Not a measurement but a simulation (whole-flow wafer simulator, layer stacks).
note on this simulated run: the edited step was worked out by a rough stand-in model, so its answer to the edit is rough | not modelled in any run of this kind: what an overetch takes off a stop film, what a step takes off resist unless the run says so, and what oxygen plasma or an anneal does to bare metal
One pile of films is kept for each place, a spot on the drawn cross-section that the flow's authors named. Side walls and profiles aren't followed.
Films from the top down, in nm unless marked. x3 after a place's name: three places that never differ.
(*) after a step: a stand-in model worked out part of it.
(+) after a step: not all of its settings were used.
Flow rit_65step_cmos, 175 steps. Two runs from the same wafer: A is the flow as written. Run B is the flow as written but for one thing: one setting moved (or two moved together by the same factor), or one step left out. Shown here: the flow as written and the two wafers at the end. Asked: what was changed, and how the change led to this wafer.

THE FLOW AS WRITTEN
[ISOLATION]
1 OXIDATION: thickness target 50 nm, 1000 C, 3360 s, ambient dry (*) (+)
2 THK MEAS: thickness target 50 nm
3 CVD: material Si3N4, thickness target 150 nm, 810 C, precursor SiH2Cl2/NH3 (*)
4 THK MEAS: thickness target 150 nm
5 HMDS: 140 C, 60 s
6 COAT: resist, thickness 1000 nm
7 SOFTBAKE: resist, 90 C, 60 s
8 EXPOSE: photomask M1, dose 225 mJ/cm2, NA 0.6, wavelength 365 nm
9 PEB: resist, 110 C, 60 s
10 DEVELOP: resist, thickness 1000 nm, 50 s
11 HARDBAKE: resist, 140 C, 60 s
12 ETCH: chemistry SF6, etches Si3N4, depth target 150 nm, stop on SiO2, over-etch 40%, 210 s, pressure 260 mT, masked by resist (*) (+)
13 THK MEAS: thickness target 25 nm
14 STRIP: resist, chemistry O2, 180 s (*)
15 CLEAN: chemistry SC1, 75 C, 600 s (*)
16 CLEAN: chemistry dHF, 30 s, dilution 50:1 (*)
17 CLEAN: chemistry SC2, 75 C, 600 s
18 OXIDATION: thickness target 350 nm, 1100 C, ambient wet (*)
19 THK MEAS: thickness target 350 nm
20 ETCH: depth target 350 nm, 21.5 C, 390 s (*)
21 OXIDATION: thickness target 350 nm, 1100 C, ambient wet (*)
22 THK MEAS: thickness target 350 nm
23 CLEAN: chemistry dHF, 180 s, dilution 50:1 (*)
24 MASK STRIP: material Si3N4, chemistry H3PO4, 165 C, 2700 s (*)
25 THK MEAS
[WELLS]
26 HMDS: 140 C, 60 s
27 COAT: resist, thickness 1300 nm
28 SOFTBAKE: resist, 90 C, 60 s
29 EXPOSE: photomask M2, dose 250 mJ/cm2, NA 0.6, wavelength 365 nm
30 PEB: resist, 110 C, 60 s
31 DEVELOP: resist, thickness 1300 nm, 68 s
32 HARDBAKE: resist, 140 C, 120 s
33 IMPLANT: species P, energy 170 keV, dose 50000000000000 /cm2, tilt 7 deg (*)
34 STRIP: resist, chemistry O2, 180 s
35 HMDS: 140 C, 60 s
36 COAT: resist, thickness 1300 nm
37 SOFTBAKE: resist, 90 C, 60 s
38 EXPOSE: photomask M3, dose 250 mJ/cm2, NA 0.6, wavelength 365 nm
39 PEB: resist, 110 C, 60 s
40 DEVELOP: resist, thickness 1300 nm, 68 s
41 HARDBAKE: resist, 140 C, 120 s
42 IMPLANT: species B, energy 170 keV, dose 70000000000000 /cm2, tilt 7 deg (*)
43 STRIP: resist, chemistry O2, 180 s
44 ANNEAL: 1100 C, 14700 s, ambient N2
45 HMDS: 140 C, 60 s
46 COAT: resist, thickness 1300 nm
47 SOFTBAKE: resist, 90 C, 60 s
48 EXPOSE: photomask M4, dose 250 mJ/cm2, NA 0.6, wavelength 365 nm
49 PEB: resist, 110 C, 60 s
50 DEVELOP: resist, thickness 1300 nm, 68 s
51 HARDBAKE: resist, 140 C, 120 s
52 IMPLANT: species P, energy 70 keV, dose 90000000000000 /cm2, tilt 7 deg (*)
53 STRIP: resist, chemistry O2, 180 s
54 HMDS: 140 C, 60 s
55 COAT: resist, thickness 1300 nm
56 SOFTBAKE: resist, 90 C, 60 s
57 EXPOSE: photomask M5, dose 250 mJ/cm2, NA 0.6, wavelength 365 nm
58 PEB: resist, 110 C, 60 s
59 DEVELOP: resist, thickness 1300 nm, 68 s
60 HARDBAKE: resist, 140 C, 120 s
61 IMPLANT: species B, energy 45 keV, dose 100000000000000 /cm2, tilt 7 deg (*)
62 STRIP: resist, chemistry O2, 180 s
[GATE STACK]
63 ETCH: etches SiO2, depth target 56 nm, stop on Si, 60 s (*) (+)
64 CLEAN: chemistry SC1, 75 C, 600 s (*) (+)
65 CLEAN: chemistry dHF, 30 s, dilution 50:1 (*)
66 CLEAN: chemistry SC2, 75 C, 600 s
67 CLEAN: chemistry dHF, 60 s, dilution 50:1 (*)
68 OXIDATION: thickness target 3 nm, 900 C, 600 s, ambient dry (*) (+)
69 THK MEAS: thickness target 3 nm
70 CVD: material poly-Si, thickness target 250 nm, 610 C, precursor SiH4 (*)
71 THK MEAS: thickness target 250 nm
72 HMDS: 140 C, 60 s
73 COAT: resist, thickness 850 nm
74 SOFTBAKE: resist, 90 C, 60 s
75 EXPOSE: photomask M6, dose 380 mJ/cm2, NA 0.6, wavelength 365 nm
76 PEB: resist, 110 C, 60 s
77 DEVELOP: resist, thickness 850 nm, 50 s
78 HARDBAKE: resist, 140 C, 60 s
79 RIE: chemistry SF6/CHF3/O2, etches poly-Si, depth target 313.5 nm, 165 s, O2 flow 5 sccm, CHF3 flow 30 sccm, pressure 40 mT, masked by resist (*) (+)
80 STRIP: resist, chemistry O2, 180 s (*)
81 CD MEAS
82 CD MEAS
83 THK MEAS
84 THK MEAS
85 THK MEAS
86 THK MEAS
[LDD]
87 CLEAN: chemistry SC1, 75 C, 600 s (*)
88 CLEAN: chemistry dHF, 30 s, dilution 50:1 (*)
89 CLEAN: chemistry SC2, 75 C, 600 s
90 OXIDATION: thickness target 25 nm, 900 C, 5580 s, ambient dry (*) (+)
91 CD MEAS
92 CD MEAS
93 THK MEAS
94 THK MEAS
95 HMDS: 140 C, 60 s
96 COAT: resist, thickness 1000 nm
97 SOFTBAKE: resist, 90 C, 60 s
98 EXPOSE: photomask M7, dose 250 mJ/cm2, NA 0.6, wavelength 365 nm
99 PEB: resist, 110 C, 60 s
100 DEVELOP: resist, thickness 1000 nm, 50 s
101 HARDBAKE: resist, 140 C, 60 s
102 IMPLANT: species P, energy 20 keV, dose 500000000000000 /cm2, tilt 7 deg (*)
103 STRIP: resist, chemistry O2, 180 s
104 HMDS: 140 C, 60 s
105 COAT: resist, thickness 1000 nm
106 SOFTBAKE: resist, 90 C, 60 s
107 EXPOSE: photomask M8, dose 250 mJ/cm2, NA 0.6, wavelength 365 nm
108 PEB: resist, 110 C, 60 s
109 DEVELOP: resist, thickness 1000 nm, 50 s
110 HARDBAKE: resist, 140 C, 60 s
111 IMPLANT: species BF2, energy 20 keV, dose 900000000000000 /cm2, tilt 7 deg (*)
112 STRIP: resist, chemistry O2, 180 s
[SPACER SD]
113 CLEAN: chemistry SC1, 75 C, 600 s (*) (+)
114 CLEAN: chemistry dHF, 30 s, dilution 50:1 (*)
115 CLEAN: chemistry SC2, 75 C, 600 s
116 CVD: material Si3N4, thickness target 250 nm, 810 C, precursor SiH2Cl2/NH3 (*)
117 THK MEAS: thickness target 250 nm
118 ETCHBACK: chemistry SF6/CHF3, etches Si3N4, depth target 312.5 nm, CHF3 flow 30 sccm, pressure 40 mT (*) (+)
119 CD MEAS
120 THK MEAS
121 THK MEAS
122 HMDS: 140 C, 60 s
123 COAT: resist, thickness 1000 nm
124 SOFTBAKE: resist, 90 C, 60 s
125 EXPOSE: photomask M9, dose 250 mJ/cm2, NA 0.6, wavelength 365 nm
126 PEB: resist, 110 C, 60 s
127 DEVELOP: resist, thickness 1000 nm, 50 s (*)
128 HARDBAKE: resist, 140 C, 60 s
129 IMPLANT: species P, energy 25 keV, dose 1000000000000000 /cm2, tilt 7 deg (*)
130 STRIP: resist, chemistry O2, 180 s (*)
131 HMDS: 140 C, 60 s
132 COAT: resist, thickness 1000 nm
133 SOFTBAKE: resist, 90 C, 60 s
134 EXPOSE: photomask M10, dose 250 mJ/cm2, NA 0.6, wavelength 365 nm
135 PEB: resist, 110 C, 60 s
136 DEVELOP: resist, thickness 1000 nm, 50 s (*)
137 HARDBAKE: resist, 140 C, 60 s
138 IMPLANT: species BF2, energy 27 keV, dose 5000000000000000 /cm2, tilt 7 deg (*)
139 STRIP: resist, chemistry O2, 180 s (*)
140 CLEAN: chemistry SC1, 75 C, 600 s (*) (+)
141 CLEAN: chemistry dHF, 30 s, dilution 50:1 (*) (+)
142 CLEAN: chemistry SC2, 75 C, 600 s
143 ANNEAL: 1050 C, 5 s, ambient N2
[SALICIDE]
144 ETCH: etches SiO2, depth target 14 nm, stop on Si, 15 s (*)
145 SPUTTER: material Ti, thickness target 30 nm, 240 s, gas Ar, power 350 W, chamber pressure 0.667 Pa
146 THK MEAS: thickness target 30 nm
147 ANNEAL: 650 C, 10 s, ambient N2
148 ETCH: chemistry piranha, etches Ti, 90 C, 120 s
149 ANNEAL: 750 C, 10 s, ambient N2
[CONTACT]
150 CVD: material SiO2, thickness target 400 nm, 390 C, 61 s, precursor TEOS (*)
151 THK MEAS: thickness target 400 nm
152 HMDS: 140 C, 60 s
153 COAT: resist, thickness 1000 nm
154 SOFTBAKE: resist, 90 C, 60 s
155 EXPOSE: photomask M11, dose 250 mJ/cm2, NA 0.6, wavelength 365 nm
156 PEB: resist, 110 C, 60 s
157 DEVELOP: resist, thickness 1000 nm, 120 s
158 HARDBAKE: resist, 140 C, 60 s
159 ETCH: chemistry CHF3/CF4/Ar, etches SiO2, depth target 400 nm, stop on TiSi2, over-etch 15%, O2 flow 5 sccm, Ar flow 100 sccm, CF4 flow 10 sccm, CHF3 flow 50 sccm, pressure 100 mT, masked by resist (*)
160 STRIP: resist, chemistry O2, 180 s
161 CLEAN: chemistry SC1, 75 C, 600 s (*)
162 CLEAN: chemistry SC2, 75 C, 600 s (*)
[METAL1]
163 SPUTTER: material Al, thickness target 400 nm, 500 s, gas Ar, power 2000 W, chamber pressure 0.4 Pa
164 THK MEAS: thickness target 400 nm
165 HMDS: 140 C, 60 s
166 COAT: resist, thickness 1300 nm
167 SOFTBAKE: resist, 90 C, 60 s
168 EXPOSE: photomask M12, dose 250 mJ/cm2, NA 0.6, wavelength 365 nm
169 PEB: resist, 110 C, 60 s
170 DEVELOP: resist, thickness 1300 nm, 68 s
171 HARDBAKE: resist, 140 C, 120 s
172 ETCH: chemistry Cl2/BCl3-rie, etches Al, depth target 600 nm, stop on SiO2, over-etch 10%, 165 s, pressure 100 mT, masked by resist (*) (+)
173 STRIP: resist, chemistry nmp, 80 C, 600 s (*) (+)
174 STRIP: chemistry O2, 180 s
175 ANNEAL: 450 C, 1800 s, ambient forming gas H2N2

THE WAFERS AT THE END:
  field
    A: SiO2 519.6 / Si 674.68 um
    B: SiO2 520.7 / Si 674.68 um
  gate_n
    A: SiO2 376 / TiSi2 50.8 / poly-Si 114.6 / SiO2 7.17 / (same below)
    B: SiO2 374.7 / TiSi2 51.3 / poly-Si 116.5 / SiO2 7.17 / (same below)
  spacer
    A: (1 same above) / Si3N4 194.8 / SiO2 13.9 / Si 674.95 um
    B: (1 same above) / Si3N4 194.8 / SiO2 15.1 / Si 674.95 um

The cause: step 102, IMPLANT: dose 300000000000000 /cm2 was run, where the flow has dose 500000000000000 /cm2.

How the change led to this, step by step:
  114 CLEAN: chemistry dHF, 30 s, dilution 50:1 (*)
      field, active_n, gate_n, spacer, sd_n, contact, m1: A SiO2 -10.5 | B SiO2 -9.38
  118 ETCHBACK: chemistry SF6/CHF3, etches Si3N4, depth target 312.5 nm, CHF3 flow 30 sccm, pressure 40 mT (*) (+)
      gate_n: A Si3N4 -250 (all of it), SiO2 -16.3 (all of it), poly-Si -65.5 | B Si3N4 -250 (all of it), SiO2 -17.5 (all of it), poly-Si -63.2
